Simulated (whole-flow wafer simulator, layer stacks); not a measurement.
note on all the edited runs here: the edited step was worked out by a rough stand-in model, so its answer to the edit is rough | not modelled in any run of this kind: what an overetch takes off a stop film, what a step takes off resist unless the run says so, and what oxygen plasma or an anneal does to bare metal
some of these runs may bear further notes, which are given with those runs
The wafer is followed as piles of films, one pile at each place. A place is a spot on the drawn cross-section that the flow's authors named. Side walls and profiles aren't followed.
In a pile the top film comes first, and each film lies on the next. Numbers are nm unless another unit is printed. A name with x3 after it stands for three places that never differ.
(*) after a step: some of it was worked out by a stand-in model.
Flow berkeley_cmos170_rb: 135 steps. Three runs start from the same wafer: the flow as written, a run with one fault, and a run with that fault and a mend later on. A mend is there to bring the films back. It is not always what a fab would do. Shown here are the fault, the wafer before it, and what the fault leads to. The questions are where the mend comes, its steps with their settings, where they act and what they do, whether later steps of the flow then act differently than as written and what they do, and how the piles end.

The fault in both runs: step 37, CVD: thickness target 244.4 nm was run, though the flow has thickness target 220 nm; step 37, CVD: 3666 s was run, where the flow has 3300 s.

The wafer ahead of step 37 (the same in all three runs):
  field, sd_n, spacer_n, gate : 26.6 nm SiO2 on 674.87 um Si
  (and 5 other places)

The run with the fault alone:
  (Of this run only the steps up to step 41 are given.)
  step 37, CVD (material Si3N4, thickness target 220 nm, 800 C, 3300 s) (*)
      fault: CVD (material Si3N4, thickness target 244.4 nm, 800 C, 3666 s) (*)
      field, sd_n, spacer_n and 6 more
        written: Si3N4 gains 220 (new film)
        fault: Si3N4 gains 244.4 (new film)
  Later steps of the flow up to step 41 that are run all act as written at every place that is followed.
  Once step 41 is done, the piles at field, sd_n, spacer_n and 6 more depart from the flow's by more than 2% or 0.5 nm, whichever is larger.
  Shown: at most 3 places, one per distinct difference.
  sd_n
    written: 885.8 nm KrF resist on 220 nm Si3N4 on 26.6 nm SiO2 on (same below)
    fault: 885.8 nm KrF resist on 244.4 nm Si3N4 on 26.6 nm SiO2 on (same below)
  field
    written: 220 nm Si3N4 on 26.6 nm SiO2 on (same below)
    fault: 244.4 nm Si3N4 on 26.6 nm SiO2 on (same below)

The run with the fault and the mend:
  The mend follows step 37.
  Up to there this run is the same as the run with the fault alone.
  step 37a, ETCH (chemistry h3po4, depth target 280.7 nm) (the flow's step 30 again, with other settings)
      field, sd_n, spacer_n and 6 more
        Si3N4 loses 244.4 (all of it)
  step 37b, CLEAN (*)
      leaves every film unchanged at each place that is followed
  step 37c, CVD (material Si3N4, thickness target 220 nm, 800 C, 3300 s) (*) (the flow's step 37 again)
      field, sd_n, spacer_n and 6 more
        Si3N4 gains 220 (new film)
  Later steps of the flow that are run all act as written at every place that is followed.
  By the end, the piles equal the flow's at every place that both follow.
